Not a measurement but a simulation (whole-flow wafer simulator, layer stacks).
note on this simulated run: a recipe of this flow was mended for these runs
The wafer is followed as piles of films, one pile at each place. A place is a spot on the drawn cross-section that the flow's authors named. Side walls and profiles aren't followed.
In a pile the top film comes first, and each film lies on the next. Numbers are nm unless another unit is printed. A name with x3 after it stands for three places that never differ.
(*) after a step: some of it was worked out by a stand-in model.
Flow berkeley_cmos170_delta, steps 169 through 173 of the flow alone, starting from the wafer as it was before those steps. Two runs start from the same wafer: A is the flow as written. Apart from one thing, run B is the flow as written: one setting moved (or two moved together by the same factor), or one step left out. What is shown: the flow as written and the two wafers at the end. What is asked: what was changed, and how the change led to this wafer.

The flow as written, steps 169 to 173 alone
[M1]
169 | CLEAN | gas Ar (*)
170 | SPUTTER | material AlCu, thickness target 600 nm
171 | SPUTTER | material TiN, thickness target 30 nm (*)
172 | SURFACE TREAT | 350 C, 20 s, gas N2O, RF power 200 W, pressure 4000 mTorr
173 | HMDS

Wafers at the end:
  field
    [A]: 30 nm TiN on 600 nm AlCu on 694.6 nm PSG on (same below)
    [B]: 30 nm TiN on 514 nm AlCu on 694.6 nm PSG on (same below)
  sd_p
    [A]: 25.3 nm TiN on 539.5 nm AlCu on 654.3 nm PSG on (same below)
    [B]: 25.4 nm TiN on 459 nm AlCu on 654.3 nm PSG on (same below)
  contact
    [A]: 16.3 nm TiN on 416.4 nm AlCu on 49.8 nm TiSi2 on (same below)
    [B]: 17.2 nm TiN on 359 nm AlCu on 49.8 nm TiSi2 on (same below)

The reason: step 170, SPUTTER: thickness target 514 nm was run, while the flow as written has thickness target 600 nm.
The wafer lets one read it off: field has AlCu 514, and step 170 as written asks for 600 nm.

Step by step, how the change led to this:
  170 | SPUTTER | material AlCu, thickness target 600 nm
      field, sd_n, spacer_n, gate, spacer_p, gate_p, m1: A +600 AlCu (new film) | B +514 AlCu (new film)
      sd_p: A +539.5 AlCu (new film) | B +459 AlCu (new film)
      (also at 1 further place)
  171 | SPUTTER | material TiN, thickness target 30 nm (*)
      contact: A +16.3 TiN (new film) | B +17.2 TiN (new film)
